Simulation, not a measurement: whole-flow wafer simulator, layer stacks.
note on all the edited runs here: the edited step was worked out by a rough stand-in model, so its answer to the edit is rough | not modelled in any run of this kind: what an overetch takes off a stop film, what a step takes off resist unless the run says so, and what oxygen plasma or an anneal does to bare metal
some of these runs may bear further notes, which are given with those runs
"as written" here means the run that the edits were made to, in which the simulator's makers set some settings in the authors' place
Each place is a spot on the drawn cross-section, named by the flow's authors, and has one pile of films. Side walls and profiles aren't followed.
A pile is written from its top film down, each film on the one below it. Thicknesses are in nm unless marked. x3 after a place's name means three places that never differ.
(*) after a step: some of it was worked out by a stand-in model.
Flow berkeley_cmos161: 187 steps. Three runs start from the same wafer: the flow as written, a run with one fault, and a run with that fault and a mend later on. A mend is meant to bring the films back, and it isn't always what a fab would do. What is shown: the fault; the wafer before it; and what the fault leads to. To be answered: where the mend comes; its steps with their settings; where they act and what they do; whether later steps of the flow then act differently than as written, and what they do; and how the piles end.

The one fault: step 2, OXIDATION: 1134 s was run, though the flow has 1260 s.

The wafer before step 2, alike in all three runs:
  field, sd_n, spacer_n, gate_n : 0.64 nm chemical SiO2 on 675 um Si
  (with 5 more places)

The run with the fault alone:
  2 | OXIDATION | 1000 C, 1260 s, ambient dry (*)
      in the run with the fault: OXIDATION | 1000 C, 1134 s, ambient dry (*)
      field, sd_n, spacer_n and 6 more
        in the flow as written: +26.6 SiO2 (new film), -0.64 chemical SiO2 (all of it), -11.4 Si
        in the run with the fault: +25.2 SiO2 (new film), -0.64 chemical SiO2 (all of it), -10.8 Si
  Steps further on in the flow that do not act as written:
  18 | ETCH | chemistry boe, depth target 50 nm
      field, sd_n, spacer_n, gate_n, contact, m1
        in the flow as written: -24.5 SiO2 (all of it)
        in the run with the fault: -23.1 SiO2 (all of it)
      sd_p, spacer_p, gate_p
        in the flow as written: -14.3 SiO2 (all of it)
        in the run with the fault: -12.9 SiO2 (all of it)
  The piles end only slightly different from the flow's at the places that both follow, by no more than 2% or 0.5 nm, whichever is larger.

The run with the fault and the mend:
  After step 2 comes the mend.
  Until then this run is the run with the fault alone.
  2a | OXIDATION | 1000 C, 126 s, ambient dry (*) (the flow's step 2 again, with other settings)
      field, sd_n, spacer_n and 6 more
        +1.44 SiO2, -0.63 Si
  Later steps of the flow that are run all act as written at every place that is followed.
  At every place that both follow, the piles at the end match the flow's.
